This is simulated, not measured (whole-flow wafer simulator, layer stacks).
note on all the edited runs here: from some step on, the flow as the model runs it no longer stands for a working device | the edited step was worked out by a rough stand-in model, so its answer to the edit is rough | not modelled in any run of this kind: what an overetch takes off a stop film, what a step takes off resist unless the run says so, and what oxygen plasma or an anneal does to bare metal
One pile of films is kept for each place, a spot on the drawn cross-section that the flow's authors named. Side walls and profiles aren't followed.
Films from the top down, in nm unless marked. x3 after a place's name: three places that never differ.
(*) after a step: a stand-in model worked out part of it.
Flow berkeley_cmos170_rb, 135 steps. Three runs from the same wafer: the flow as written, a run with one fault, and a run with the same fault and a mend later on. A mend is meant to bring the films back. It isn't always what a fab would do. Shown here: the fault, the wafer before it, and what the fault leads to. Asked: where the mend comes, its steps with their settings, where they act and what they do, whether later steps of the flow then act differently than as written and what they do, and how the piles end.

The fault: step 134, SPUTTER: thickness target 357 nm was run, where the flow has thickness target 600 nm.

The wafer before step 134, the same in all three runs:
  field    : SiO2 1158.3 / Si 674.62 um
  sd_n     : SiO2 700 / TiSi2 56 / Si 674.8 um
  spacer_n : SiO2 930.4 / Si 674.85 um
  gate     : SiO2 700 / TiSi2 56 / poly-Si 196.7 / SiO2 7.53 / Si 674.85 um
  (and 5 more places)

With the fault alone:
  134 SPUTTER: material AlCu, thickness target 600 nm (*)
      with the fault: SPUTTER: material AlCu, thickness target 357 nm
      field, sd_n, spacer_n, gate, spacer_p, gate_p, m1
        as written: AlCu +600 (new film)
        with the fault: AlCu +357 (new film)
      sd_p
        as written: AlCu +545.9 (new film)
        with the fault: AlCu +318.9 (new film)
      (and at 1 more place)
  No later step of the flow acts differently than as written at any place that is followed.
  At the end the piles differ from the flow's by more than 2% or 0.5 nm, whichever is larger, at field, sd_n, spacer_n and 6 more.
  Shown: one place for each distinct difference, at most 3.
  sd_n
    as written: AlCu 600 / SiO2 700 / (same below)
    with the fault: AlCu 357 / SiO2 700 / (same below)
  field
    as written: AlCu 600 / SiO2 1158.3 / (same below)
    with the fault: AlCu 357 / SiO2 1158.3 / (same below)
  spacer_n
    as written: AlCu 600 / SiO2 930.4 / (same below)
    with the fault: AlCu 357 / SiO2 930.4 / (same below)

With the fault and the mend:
  The mend comes after step 134.
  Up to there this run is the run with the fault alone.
  134a ETCH: chemistry al pan, depth target 410.2 nm
      field, sd_n, spacer_n, gate, spacer_p, gate_p, m1
        AlCu -357 (all of it)
      sd_p
        AlCu -318.9 (all of it)
      contact
        AlCu -251.4 (all of it)
  134b SPUTTER: material AlCu, thickness target 600 nm (*) (the flow's step 134 once more)
      field, sd_n, spacer_n, gate, spacer_p, gate_p, m1
        AlCu +600 (new film)
      sd_p
        AlCu +545.9 (new film)
      contact
        AlCu +415.1 (new film)
  No later step of the flow acts differently than as written at any place that is followed.
  At the end the piles are the same as the flow's at every place that both follow.
